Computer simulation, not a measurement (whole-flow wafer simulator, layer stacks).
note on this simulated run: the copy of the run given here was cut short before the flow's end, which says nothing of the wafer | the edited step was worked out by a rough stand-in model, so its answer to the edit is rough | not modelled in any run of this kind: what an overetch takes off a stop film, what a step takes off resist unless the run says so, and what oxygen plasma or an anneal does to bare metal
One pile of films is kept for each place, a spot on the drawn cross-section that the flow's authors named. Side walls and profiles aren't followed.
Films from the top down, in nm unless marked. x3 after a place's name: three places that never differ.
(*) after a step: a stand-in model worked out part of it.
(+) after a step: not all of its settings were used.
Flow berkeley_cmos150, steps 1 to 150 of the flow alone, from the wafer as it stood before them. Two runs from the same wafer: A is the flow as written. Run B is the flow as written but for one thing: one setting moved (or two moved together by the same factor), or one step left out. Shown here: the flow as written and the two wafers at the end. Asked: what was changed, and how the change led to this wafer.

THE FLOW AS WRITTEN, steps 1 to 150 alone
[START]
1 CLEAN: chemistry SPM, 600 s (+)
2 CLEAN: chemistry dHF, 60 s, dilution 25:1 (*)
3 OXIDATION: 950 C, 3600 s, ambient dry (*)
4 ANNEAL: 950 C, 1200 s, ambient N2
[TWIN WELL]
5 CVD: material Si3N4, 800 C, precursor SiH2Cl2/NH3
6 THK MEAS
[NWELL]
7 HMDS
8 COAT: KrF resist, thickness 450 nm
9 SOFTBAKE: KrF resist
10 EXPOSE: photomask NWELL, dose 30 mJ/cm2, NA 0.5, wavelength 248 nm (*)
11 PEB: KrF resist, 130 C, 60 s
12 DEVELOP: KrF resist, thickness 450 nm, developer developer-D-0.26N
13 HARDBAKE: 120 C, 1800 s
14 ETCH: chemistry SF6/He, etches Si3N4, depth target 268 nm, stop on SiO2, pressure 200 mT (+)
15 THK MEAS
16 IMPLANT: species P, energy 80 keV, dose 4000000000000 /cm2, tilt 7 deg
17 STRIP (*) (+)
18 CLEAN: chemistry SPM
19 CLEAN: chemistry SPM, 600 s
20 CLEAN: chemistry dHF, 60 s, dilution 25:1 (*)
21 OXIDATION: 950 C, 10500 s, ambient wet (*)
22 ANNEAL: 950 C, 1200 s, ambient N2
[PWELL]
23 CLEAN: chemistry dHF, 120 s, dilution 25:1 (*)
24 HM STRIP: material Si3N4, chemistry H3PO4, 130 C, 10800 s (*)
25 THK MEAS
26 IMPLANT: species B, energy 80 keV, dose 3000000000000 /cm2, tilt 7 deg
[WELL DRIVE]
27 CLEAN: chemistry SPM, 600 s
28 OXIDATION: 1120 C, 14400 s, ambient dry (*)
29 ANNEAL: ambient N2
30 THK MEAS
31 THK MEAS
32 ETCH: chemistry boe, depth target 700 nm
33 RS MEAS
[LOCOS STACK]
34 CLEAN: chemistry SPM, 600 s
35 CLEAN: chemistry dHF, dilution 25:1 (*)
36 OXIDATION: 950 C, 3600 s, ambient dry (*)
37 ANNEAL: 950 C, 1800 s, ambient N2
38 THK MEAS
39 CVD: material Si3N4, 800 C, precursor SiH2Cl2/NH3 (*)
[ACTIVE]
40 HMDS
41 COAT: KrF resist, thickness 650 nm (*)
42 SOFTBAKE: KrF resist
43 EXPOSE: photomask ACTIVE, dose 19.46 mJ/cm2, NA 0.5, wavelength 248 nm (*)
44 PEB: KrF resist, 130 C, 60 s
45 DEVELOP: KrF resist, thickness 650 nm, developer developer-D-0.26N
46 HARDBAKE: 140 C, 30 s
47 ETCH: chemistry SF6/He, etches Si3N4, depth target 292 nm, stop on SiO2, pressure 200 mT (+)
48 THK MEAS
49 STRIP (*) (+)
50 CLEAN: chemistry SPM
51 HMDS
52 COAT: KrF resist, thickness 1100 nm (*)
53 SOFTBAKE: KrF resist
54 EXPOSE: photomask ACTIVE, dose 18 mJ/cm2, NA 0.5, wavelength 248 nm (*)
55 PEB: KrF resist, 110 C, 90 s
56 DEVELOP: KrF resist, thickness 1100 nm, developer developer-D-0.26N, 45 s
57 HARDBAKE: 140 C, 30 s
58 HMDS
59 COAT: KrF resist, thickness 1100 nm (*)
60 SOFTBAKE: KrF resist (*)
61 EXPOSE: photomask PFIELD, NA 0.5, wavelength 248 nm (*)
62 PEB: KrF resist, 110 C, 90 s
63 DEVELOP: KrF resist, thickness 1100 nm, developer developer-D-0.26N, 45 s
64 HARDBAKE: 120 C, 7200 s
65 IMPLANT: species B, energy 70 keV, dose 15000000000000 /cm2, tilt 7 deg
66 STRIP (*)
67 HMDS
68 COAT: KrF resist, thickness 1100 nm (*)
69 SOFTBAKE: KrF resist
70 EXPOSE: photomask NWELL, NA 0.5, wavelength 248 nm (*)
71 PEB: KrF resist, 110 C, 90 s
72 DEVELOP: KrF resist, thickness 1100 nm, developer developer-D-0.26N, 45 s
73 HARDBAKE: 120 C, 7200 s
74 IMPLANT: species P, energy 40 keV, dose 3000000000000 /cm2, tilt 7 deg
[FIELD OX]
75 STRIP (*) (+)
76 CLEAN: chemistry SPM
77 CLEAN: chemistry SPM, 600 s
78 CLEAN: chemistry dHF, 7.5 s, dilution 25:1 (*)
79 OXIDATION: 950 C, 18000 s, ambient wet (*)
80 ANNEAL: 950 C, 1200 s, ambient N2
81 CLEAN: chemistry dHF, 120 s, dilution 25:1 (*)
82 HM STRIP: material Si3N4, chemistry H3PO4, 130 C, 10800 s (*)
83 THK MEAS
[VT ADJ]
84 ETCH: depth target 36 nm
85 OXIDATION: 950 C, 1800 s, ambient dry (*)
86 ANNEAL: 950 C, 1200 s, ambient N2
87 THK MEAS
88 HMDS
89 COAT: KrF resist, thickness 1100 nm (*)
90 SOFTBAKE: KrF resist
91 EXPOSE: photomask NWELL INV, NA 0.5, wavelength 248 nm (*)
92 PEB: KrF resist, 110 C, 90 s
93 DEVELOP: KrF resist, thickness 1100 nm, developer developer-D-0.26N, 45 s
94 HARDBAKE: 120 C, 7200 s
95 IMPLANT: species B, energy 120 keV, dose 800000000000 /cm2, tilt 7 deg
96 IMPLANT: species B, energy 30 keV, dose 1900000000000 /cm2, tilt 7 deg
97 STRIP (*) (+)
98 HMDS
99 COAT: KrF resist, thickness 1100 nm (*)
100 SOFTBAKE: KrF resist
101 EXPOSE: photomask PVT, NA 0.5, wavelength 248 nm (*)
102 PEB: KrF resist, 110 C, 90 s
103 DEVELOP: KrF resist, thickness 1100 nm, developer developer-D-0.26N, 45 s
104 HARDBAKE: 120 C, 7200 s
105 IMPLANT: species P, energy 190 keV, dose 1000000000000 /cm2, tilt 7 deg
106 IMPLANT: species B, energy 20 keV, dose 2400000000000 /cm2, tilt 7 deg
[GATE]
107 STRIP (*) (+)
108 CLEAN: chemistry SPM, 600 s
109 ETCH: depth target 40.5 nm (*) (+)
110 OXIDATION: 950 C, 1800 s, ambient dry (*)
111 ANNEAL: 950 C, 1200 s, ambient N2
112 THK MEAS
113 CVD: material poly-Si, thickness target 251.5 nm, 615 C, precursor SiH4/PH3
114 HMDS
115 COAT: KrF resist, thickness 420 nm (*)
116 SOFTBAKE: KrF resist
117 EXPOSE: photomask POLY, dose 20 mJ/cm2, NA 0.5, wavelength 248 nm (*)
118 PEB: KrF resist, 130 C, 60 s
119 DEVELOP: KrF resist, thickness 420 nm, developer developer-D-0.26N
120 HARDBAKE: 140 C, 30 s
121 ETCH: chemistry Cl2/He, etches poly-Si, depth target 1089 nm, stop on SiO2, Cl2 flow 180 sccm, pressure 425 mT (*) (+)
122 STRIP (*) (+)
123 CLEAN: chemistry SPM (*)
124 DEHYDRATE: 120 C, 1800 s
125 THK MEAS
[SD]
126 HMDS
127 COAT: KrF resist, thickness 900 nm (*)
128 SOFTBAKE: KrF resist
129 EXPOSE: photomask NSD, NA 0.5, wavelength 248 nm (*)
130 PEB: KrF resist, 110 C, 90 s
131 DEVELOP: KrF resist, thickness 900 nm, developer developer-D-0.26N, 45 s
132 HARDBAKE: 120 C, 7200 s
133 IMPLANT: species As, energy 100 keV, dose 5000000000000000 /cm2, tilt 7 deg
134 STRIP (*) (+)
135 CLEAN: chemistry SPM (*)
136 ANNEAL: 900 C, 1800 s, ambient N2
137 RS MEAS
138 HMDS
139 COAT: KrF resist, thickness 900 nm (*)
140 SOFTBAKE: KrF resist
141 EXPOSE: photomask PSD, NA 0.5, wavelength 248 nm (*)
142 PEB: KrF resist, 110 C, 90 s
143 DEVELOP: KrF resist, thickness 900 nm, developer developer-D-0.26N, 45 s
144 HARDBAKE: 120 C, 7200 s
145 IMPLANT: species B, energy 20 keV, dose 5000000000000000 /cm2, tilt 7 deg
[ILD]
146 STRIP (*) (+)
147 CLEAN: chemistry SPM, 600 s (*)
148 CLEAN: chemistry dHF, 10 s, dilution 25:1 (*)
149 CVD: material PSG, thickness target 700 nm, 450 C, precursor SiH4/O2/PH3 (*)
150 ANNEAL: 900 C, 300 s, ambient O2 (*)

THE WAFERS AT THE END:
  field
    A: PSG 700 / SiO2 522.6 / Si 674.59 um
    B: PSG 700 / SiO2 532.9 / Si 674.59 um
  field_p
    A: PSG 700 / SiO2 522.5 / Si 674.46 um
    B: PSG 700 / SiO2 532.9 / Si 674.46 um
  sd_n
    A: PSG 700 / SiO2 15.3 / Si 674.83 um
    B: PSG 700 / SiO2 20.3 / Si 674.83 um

The cause: step 109, ETCH: depth target 30.13 nm was run, where the flow has depth target 40.5 nm.

How the change led to this, step by step:
  109 ETCH: depth target 40.5 nm (*) (+)
      sd_n: A SiO2 -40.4 (all of it) | B SiO2 -30.1
      field, field_p: A SiO2 -40.5 | B SiO2 -30.1
  110 OXIDATION: 950 C, 1800 s, ambient dry (*)
      sd_n: A SiO2 +20.4 (new film), Si -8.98 | B SiO2 +15.1, Si -6.66
  122 STRIP (*) (+)
      gate_n: A chemical SiO2 +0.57 (new film), KrF resist -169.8 (all of it), poly-Si -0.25 | B chemical SiO2 +0.57 (new film), KrF resist -173.9 (all of it), poly-Si -0.25
